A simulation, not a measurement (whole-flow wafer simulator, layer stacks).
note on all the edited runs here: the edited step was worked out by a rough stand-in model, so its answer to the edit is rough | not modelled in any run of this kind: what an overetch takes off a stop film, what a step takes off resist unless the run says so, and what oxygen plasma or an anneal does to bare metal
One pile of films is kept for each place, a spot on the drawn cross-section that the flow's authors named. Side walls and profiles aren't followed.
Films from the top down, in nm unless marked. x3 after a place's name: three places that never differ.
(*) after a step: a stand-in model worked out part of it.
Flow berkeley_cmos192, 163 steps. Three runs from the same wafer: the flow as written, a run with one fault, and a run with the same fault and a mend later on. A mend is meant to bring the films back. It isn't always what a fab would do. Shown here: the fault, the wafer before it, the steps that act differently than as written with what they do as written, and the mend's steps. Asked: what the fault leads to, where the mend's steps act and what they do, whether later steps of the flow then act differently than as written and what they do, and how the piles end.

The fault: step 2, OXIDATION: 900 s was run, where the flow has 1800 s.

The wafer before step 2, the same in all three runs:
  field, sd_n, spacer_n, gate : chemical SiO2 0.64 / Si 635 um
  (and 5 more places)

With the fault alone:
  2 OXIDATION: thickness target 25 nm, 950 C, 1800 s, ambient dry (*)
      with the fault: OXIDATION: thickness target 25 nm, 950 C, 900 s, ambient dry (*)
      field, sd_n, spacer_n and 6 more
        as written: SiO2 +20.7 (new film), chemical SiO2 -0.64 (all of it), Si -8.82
        with the fault: SiO2 +13.6 (new film), chemical SiO2 -0.64 (all of it), Si -5.72
  Later steps of the flow that act differently than as written:
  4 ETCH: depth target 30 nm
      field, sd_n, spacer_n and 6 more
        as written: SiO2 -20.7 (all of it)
        with the fault: SiO2 -13.6 (all of it)
  At the end the piles differ from the flow's only slightly at the places that both follow, by at most 2% or 0.5 nm, whichever is larger.

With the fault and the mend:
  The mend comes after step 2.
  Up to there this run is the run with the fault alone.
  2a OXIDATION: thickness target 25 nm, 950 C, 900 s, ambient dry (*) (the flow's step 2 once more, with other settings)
      field, sd_n, spacer_n and 6 more
        SiO2 +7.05, Si -3.1
  No later step of the flow acts differently than as written at any place that is followed.
  At the end the piles are the same as the flow's at every place that both follow.
